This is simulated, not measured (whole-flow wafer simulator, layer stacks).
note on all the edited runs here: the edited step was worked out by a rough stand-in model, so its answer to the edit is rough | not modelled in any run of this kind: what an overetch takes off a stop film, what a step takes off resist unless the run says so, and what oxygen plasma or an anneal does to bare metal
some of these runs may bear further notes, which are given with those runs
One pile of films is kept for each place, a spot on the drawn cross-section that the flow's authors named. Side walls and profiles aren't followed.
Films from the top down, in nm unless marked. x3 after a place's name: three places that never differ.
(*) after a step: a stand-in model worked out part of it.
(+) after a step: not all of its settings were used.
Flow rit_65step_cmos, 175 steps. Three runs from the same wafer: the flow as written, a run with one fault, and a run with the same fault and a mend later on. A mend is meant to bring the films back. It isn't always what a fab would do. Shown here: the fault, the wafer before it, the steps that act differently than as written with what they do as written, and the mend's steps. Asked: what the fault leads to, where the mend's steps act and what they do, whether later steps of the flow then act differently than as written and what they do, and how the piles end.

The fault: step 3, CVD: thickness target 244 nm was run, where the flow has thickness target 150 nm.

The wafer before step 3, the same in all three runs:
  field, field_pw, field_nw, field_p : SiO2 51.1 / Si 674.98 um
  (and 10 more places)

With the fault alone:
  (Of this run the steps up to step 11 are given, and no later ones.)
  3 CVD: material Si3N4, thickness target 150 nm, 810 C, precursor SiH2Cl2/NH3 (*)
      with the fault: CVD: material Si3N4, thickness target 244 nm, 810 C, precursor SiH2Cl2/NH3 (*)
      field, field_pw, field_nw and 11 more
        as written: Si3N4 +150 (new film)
        with the fault: Si3N4 +244 (new film)
  No later step of the flow up to step 11 acts differently than as written at any place that is followed.
  After step 11 the piles differ from the flow's by more than 2% or 0.5 nm, whichever is larger, at field, field_pw, field_nw and 11 more.
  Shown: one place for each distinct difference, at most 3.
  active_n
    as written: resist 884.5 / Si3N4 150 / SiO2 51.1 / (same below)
    with the fault: resist 884.5 / Si3N4 244 / SiO2 51.1 / (same below)
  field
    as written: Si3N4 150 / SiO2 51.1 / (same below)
    with the fault: Si3N4 244 / SiO2 51.1 / (same below)

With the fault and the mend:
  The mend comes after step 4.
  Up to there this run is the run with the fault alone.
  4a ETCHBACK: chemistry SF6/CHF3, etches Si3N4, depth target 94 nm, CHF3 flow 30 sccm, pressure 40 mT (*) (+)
      field, field_pw, field_nw and 11 more
        Si3N4 -94
  No later step of the flow acts differently than as written at any place that is followed.
  At the end the piles are the same as the flow's at every place that both follow.
